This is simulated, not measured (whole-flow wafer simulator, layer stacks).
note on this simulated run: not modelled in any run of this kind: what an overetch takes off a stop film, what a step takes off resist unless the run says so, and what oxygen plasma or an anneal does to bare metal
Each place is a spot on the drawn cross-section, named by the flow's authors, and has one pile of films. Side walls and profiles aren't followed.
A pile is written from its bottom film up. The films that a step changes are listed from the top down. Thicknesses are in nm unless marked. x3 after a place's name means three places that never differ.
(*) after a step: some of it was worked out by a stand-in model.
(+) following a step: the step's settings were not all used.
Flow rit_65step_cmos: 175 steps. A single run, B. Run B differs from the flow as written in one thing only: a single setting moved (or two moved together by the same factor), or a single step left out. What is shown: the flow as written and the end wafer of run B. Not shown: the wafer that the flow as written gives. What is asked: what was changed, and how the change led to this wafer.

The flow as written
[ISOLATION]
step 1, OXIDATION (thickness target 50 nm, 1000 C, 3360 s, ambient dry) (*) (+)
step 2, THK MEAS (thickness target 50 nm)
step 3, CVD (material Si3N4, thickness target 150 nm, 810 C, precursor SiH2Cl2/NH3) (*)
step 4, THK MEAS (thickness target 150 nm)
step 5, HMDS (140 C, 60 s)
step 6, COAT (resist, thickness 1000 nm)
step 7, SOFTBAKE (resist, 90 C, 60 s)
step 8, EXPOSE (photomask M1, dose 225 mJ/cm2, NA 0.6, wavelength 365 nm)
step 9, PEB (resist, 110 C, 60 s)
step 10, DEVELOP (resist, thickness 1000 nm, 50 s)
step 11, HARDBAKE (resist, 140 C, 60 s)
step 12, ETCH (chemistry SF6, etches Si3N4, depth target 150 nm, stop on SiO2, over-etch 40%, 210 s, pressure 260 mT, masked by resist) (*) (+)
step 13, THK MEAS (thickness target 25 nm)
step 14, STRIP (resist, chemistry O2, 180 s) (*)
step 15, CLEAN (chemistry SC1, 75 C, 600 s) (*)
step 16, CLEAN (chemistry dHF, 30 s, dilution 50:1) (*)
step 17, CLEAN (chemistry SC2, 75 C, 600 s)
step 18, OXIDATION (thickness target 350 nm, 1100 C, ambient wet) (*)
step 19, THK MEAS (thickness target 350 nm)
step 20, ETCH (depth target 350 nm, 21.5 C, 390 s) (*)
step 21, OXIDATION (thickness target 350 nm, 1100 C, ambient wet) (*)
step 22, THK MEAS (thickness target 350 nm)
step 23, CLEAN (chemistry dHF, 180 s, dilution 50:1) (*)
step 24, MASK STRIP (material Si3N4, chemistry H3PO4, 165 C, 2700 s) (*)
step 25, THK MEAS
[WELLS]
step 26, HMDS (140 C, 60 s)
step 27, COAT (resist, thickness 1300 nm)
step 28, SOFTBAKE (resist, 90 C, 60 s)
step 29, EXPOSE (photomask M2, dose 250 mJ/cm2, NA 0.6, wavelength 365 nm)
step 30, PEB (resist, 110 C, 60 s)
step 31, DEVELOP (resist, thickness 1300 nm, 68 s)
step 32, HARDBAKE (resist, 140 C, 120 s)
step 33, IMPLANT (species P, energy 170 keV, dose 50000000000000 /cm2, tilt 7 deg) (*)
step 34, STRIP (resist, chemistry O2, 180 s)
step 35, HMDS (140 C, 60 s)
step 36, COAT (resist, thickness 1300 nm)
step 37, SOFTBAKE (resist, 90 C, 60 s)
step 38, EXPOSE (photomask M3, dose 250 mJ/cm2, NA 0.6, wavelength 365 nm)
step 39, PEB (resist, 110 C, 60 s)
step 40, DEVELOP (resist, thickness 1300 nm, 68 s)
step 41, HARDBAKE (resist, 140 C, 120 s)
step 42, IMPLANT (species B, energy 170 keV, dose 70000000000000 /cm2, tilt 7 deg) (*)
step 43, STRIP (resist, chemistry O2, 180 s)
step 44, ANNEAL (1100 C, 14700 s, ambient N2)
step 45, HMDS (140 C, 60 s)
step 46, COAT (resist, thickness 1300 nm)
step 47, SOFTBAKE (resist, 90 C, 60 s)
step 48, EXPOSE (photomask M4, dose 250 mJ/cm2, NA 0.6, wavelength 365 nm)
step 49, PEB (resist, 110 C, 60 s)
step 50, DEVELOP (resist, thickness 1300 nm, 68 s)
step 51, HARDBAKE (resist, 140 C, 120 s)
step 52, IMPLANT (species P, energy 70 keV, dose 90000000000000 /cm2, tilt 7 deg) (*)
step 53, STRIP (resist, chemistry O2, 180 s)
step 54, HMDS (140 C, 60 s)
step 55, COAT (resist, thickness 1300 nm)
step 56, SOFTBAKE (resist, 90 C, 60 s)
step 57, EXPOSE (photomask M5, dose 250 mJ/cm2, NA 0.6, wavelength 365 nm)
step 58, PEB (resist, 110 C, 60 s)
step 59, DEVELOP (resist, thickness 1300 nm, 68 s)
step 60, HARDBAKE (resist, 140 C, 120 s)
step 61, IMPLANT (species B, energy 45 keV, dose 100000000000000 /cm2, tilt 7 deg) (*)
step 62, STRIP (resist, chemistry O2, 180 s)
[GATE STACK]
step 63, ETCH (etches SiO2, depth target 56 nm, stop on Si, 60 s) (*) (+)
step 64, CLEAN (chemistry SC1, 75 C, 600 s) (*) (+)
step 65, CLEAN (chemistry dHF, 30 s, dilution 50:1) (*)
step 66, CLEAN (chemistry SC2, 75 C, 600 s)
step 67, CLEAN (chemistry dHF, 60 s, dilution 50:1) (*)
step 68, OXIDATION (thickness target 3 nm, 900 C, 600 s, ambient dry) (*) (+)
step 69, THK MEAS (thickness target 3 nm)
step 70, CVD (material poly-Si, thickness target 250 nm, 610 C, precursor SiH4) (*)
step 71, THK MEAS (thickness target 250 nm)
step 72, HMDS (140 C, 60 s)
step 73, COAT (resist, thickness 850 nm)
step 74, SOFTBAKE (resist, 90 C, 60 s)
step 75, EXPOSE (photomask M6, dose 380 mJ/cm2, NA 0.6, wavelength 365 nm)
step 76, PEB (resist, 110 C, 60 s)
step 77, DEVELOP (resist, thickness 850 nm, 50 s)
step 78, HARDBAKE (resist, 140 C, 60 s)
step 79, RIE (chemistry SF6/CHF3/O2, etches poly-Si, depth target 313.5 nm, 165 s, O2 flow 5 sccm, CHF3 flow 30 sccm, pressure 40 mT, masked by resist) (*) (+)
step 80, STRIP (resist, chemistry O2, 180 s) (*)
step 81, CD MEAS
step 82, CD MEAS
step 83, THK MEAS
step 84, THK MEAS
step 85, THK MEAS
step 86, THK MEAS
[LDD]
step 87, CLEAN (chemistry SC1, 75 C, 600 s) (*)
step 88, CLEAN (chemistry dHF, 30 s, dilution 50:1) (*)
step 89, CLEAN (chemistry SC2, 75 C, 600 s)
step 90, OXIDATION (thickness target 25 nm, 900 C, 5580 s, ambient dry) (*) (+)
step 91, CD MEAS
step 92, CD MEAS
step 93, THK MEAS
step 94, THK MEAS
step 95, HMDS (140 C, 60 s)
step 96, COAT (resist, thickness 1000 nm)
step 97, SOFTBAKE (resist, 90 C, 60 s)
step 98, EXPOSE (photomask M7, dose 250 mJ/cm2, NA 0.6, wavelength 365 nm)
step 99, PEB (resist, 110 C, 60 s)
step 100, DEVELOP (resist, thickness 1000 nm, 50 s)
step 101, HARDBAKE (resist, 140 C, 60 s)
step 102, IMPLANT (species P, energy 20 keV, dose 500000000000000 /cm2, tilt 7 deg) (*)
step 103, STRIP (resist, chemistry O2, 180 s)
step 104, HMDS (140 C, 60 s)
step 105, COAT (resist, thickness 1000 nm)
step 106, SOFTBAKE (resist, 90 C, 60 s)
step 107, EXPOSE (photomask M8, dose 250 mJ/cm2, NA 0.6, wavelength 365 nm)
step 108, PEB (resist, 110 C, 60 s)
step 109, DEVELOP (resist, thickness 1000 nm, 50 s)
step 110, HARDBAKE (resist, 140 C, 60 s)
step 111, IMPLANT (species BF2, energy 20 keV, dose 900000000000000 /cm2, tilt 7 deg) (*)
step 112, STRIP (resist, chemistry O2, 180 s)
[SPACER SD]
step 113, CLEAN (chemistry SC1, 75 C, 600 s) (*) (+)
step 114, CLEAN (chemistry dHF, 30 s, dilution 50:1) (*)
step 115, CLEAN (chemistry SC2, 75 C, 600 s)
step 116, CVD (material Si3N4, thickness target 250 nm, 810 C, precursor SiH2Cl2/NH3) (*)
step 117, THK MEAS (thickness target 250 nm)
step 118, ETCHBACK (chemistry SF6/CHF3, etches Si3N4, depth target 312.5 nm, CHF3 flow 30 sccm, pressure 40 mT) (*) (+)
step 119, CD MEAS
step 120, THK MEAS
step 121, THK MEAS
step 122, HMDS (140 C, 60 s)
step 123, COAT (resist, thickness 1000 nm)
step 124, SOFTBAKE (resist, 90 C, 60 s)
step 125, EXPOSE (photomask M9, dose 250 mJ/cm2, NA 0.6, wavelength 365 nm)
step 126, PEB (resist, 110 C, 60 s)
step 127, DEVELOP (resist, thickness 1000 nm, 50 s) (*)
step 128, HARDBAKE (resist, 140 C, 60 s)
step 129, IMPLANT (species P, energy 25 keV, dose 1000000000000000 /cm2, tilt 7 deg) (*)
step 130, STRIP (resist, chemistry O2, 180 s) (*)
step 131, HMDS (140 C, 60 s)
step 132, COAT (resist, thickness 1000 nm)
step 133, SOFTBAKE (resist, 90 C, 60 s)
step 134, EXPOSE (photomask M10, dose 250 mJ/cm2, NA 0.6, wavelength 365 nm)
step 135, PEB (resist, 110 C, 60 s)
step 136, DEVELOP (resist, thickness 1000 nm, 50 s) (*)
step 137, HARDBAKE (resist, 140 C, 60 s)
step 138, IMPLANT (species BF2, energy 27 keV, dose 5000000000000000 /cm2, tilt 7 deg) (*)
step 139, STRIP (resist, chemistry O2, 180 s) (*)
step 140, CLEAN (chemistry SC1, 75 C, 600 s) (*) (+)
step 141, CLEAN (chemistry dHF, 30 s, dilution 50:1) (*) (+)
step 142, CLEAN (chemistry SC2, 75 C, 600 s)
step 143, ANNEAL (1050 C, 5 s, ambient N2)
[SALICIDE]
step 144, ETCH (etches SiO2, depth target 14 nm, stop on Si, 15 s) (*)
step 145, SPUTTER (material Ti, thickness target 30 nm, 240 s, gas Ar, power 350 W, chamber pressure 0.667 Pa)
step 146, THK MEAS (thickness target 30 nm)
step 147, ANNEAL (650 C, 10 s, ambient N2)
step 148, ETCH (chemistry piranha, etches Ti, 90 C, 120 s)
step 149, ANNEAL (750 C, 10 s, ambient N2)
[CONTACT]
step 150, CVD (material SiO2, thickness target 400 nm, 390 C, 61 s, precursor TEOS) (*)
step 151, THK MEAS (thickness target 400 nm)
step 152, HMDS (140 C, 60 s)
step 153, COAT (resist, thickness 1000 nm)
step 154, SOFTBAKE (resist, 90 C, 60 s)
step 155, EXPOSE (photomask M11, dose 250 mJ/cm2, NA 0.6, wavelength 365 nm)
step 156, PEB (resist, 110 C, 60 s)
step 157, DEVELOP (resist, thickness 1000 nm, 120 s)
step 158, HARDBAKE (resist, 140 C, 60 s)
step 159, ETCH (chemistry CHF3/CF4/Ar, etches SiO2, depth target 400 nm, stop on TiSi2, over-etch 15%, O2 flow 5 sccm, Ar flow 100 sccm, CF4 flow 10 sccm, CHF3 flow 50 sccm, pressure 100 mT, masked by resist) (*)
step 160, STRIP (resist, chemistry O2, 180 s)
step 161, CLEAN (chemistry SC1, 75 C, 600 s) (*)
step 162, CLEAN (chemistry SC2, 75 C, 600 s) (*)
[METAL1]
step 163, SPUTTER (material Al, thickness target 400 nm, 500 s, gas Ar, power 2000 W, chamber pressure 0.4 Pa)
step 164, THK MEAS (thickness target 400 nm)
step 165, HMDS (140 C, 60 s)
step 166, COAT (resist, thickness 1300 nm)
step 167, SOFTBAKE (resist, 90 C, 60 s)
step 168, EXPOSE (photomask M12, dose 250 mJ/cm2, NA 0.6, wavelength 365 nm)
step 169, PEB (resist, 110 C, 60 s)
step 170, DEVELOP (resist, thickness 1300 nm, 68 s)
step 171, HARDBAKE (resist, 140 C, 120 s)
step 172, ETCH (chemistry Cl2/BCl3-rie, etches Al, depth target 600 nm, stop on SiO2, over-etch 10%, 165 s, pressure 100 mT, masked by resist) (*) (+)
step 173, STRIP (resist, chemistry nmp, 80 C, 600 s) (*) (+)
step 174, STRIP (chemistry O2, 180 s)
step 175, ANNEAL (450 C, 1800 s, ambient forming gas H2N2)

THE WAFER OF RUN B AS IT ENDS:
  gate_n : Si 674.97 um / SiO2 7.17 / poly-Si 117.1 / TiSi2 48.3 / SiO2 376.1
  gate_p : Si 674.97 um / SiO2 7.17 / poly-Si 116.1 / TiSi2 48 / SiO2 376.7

The reason: step 145, SPUTTER: 228 s was run, while the flow as written has 240 s.

How this came from the change, step by step:
  step 145, SPUTTER (material Ti, thickness target 30 nm, 240 s, gas Ar, power 350 W, chamber pressure 0.667 Pa)
      field, field_pw, field_nw, field_p, spacer, spacer_p: Ti gains 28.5 (new film) (in the flow as written it would be: Ti gains 30 (new film))
      gate_n: Ti gains 25.9 (new film) (in the flow as written it would be: Ti gains 27.3 (new film))
      (also at 1 further place)
  step 147, ANNEAL (650 C, 10 s, ambient N2)
      gate_n: Ti loses 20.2, TiSi first gains 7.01 (new film), TiSi2 C49 gains 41 (new film), poly-Si loses 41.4 (in the flow as written it would be: Ti loses 21.3, TiSi first gains 9.82 (new film), TiSi2 C49 gains 39.5 (new film), poly-Si loses 41.9)
      gate_p: Ti loses 20.1, TiSi first gains 6.77 (new film), TiSi2 C49 gains 41.1 (new film), poly-Si loses 41.3 (in the flow as written it would be: Ti loses 21.2, TiSi first gains 9.56 (new film), TiSi2 C49 gains 39.6 (new film), poly-Si loses 41.9)
  step 148, ETCH (chemistry piranha, etches Ti, 90 C, 120 s)
      field, field_pw, field_nw, field_p, spacer, spacer_p: Ti loses 28.5 (all of it) (in the flow as written it would be: Ti loses 30 (all of it))
  step 149, ANNEAL (750 C, 10 s, ambient N2)
      gate_n: TiSi2 gains 48.3 (new film), TiSi first loses 6.9 (all of it), TiSi2 C49 loses 41 (all of it), poly-Si loses 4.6 (in the flow as written it would be: TiSi2 gains 50.8 (new film), TiSi first loses 9.72 (all of it), TiSi2 C49 loses 39.5 (all of it), poly-Si loses 6.48)
      gate_p: TiSi2 gains 48 (new film), TiSi first loses 6.67 (all of it), TiSi2 C49 loses 41.1 (all of it), poly-Si loses 4.45 (in the flow as written it would be: TiSi2 gains 50.6 (new film), TiSi first loses 9.46 (all of it), TiSi2 C49 loses 39.6 (all of it), poly-Si loses 6.31)
